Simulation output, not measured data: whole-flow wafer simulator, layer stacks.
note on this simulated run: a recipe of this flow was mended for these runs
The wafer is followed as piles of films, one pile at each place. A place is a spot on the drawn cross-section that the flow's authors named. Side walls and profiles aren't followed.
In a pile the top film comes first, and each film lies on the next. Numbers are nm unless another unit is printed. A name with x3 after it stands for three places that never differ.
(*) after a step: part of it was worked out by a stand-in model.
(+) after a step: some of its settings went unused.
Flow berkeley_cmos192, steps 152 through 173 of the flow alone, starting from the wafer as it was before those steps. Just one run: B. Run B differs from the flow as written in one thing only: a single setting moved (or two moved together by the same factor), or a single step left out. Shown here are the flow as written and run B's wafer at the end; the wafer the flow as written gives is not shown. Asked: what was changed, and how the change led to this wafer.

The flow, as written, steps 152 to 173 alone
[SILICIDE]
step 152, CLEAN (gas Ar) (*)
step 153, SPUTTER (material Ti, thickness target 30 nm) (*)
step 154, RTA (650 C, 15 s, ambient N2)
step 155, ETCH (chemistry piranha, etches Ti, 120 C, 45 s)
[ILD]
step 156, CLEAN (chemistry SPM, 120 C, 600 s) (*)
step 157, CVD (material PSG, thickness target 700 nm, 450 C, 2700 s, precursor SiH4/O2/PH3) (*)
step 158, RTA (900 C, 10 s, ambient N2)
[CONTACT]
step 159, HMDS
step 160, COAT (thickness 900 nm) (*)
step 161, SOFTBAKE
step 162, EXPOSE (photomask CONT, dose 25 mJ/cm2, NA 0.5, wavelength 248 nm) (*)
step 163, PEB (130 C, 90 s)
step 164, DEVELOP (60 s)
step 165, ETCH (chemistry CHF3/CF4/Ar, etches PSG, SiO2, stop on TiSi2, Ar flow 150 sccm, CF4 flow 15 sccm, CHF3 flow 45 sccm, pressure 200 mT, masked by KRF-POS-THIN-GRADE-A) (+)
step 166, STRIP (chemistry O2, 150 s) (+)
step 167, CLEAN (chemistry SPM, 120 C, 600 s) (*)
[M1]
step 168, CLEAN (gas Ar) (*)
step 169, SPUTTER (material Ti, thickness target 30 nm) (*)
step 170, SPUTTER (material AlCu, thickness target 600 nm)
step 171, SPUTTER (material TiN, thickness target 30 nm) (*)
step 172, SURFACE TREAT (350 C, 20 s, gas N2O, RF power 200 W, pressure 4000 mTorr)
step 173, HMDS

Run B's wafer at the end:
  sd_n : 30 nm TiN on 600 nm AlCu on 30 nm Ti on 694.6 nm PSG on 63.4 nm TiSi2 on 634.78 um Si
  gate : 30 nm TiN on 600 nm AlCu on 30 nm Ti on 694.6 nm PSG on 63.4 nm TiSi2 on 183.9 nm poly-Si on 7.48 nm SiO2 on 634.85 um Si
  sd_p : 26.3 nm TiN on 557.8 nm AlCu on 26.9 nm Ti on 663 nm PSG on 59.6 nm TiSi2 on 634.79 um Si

What caused this: step 153, SPUTTER: thickness target 34 nm was run, whereas the flow has thickness target 30 nm.

Step by step, how the change led to this:
  step 153, SPUTTER (material Ti, thickness target 30 nm) (*)
      field, sd_n, spacer_n, gate, spacer_p, gate_p, contact, m1: +34 Ti (new film) (as written it would have been: +30 Ti (new film))
      sd_p: +32 Ti (new film) (as written it would have been: +28.2 Ti (new film))
  step 154, RTA (650 C, 15 s, ambient N2)
      sd_n, contact, m1: -26.5 Ti, +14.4 TiSi first (new film), +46 TiSi2 C49 (new film), -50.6 Si (as written it would have been: -23.4 Ti, +6.2 TiSi first (new film), +50.3 TiSi2 C49 (new film), -49 Si)
      gate, gate_p: -26.5 Ti, +14.4 TiSi first (new film), +46 TiSi2 C49 (new film), -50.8 poly-Si (as written it would have been: -23.4 Ti, +6.2 TiSi first (new film), +50.3 TiSi2 C49 (new film), -49.2 poly-Si)
      (and at 1 other place as well)
  step 155, ETCH (chemistry piranha, etches Ti, 120 C, 45 s)
      sd_n, gate, gate_p, contact, m1: -7.48 Ti (all of it), -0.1 TiSi first (as written it would have been: -6.6 Ti (all of it), -0.1 TiSi first)
      field, spacer_n, spacer_p: -34 Ti (all of it) (as written it would have been: -30 Ti (all of it))
      (and at 1 other place as well)
  step 158, RTA (900 C, 10 s, ambient N2)
      sd_n, contact, m1: under 1 film: +63.4 TiSi2 (new film), -14.3 TiSi first (all of it), -46 TiSi2 C49 (all of it), -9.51 Si (as written it would have been: under 1 film: +55.9 TiSi2 (new film), -6.09 TiSi first (all of it), -50.3 TiSi2 C49 (all of it), -4.05 Si)
      gate, gate_p: under 1 film: +63.4 TiSi2 (new film), -14.3 TiSi first (all of it), -46 TiSi2 C49 (all of it), -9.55 poly-Si (as written it would have been: under 1 film: +55.9 TiSi2 (new film), -6.09 TiSi first (all of it), -50.3 TiSi2 C49 (all of it), -4.06 poly-Si)
      (and at 1 other place as well)
